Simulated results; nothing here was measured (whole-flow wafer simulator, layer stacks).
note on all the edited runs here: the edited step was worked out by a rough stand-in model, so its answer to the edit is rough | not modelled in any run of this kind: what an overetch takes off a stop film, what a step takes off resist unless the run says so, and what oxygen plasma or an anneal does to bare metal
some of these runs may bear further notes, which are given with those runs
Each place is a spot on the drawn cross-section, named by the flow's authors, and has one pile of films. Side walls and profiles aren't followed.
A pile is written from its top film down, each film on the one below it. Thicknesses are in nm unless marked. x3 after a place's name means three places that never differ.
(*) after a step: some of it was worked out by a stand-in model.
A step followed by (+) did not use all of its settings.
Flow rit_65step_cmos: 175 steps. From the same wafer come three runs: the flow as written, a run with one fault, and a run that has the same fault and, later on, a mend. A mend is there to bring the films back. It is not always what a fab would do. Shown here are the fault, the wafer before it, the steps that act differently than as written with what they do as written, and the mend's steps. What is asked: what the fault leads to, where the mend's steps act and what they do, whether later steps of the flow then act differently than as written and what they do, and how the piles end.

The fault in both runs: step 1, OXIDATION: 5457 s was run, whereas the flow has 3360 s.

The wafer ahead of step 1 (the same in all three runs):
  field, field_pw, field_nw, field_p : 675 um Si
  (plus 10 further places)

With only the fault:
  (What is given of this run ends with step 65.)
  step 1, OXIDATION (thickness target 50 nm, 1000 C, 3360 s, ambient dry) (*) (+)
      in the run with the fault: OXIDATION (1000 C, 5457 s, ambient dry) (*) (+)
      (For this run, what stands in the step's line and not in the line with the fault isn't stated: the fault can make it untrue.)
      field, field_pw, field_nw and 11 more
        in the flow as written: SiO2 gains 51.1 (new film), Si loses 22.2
        in the run with the fault: SiO2 gains 68.3 (new film), Si loses 29.8
  Steps further on in the flow that do not act as written (not shown: 21 more steps that differ only slightly, by at most 2% or 0.5 nm, whichever is larger):
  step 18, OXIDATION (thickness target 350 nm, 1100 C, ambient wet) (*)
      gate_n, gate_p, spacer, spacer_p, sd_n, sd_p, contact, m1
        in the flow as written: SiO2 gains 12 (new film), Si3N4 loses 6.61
        in the run with the fault: SiO2 gains 12 (new film), Si3N4 loses 6.61, SiO2 gains 0.05
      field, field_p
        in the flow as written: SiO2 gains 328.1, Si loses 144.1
        in the run with the fault: SiO2 gains 315.9, Si loses 138.7
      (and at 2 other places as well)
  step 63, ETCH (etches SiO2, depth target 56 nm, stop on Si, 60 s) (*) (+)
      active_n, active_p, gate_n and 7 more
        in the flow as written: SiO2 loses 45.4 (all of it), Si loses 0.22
        in the run with the fault: SiO2 loses 56
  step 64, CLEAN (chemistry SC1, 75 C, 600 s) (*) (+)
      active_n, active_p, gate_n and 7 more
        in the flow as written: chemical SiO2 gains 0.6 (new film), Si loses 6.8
        in the run with the fault: SiO2 loses 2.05
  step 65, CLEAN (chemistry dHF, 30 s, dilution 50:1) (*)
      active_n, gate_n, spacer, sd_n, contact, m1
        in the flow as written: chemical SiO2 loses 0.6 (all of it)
        in the run with the fault: SiO2 loses 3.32
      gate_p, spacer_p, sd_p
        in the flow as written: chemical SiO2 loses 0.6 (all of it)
        in the run with the fault: SiO2 loses 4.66 (all of it)
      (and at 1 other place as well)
  Once step 65 is done, the piles at active_n, gate_n, spacer, sd_n, contact, m1 depart from the flow's by more than 2% or 0.5 nm, whichever is larger.
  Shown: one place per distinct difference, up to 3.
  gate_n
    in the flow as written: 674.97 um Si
    in the run with the fault: 1.34 nm SiO2 on 674.97 um Si
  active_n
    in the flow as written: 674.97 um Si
    in the run with the fault: 1.29 nm SiO2 on 674.97 um Si

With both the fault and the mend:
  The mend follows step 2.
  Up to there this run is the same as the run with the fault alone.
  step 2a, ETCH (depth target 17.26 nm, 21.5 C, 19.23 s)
      field, field_pw, field_nw and 11 more
        SiO2 loses 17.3
  Every later step of the flow that is run acts as written, at every place that is followed, to within 2% or 0.5 nm, whichever is larger.
  The piles end only slightly different from the flow's at the places that both follow, by no more than 2% or 0.5 nm, whichever is larger.
